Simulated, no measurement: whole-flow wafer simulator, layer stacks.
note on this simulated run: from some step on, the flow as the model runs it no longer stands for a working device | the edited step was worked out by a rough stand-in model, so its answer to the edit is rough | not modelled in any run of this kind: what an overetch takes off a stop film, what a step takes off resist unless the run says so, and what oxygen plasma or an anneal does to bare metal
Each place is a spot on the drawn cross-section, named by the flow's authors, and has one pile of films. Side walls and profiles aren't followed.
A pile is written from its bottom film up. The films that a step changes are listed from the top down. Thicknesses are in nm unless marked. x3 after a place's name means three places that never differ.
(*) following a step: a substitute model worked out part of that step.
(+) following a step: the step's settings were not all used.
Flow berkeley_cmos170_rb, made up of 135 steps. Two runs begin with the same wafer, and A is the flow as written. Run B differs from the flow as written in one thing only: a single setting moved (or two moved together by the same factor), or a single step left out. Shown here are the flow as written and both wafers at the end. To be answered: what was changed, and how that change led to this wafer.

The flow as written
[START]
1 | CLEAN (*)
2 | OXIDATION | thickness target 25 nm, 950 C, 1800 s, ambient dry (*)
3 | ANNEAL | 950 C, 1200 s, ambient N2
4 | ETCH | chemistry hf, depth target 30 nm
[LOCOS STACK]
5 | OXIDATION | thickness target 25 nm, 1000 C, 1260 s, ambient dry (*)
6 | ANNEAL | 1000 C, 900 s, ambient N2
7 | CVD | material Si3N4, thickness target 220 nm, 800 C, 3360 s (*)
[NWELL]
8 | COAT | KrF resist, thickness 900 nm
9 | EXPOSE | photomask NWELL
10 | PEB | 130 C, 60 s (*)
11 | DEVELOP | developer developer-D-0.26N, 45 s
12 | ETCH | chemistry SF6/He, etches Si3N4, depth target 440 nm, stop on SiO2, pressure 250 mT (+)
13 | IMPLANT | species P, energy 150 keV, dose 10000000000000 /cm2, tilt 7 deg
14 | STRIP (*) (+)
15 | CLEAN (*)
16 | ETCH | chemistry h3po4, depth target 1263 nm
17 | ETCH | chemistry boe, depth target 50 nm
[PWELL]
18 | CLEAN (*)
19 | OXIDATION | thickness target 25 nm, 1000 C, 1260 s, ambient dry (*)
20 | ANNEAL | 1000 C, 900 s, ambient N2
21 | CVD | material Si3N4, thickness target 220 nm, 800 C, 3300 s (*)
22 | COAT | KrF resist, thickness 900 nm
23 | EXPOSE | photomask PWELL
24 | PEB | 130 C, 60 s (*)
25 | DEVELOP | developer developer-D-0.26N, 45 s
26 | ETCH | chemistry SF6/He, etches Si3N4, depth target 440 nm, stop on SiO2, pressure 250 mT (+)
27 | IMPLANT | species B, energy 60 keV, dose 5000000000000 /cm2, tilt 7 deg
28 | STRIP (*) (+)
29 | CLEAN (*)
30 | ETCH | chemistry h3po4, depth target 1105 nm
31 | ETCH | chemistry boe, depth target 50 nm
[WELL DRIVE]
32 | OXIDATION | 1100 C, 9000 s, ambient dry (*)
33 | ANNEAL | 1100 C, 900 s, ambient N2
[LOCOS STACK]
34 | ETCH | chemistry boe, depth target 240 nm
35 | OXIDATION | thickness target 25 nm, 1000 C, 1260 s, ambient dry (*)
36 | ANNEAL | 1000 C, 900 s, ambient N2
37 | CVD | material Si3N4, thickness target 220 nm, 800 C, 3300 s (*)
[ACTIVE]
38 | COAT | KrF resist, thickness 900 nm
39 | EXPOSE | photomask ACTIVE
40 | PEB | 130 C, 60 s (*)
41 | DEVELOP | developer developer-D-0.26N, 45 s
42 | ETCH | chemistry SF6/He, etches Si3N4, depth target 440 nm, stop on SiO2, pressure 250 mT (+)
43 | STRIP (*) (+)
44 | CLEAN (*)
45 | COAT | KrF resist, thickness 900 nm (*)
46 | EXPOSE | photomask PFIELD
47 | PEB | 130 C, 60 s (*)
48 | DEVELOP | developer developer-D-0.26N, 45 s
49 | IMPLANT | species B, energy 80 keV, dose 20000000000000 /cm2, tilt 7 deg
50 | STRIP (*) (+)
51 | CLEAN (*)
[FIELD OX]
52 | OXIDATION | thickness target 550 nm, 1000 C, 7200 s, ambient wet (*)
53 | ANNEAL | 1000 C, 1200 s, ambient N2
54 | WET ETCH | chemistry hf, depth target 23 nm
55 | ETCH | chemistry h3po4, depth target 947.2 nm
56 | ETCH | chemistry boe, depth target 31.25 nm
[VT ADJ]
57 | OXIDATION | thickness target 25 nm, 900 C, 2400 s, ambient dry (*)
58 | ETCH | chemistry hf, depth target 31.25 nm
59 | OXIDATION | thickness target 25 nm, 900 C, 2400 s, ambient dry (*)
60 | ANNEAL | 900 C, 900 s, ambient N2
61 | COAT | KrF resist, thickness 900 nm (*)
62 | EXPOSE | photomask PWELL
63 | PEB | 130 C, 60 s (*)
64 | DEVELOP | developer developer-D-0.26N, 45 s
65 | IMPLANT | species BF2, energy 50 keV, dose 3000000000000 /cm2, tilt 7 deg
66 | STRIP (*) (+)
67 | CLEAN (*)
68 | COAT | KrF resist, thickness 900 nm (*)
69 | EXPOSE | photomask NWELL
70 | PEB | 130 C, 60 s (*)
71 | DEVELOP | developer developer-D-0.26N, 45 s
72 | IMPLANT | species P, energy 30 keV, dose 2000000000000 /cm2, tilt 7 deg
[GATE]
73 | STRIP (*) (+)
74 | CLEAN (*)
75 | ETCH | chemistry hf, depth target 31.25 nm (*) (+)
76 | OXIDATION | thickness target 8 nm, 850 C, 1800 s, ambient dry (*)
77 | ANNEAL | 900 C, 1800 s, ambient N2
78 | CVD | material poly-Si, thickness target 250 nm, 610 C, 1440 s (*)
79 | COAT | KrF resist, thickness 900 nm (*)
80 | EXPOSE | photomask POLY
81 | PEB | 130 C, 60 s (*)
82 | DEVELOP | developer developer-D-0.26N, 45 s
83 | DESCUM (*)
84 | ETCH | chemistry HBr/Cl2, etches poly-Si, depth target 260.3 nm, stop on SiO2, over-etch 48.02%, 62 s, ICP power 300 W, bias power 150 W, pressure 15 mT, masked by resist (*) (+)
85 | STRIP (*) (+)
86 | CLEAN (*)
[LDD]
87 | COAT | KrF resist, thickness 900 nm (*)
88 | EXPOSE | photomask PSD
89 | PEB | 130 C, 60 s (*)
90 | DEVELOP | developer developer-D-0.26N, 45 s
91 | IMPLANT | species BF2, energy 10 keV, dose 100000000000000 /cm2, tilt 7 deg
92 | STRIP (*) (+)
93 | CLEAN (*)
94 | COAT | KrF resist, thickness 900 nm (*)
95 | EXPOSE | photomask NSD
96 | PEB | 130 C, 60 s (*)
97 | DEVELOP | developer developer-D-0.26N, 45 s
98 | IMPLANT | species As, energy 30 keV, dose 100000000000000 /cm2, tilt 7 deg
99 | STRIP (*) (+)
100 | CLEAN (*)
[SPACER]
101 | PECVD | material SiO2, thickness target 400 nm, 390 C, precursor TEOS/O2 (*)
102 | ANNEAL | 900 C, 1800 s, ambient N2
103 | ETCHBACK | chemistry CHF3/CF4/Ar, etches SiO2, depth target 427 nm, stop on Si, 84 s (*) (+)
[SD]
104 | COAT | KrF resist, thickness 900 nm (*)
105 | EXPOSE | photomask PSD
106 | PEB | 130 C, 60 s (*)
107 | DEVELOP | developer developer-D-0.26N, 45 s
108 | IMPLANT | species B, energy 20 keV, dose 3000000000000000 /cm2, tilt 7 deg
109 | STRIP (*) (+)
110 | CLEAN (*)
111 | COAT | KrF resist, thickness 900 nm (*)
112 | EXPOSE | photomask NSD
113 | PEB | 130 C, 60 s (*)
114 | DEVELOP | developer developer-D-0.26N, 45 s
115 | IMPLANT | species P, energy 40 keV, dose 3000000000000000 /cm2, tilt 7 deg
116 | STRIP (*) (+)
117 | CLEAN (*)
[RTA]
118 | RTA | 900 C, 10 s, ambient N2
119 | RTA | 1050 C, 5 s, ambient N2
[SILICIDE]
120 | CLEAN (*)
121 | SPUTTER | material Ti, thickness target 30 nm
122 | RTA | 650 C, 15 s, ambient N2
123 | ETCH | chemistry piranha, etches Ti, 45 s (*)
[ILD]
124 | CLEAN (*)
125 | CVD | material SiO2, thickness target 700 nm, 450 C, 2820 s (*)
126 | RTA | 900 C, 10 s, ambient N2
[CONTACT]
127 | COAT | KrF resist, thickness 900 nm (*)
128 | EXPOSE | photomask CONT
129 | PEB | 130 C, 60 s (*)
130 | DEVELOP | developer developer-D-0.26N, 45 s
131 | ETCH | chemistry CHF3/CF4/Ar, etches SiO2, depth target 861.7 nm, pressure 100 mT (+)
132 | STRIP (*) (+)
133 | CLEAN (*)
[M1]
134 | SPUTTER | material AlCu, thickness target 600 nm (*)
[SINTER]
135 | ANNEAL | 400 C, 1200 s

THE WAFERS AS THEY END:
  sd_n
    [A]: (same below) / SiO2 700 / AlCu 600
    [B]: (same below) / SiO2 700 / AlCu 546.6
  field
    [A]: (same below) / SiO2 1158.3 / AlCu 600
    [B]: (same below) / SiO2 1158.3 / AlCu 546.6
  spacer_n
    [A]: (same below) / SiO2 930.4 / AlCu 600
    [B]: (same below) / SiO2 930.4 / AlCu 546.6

What caused this: step 134, SPUTTER: thickness target 546.6 nm was run, whereas the flow has thickness target 600 nm.
The wafer itself shows it: sd_n has AlCu 546.6, and step 134 as written asks for 600 nm.

How this came from the change, step by step:
  134 | SPUTTER | material AlCu, thickness target 600 nm (*)
      field, sd_n, spacer_n, gate, spacer_p, gate_p, m1: A +600 AlCu (new film) | B +546.6 AlCu (new film)
      sd_p: A +545.9 AlCu (new film) | B +495 AlCu (new film)
      (also at 1 further place)
